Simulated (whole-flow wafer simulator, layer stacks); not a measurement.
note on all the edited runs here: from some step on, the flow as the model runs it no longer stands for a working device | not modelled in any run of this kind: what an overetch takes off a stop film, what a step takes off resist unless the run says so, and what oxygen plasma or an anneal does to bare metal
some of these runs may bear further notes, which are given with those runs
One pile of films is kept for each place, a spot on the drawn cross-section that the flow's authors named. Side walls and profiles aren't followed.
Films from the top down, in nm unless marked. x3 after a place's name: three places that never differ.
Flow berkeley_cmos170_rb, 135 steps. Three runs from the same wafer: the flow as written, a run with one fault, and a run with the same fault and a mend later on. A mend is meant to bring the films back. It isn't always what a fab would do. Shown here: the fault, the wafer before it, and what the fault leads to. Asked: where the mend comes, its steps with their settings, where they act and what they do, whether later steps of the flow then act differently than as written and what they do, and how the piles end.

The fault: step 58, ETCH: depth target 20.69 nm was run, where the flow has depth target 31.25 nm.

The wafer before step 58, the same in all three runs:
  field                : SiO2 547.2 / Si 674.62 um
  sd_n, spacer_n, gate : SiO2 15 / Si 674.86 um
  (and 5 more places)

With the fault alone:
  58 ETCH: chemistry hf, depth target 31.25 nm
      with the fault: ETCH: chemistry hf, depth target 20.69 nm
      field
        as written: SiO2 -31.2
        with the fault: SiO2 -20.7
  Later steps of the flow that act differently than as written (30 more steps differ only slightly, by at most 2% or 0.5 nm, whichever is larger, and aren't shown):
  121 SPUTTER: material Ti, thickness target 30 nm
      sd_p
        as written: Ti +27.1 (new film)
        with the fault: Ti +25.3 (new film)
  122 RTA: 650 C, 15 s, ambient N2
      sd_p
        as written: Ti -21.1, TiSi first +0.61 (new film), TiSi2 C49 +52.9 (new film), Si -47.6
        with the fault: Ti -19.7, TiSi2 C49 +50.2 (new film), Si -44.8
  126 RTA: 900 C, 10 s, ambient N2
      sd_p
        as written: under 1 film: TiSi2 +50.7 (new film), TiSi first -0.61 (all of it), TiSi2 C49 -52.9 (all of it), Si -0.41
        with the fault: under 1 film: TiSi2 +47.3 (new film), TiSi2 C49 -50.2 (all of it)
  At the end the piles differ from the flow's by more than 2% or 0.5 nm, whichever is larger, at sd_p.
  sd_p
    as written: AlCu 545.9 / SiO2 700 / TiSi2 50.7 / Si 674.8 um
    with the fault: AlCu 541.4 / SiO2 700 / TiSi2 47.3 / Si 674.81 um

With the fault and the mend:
  The mend comes after step 58.
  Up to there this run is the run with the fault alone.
  58a ETCH: chemistry hf, depth target 10.56 nm (the flow's step 58 once more, with other settings)
      field
        SiO2 -10.6
  No later step of the flow acts differently than as written, at any place that is followed, by more than 2% or 0.5 nm, whichever is larger.
  At the end the piles are the same as the flow's at every place that both follow.
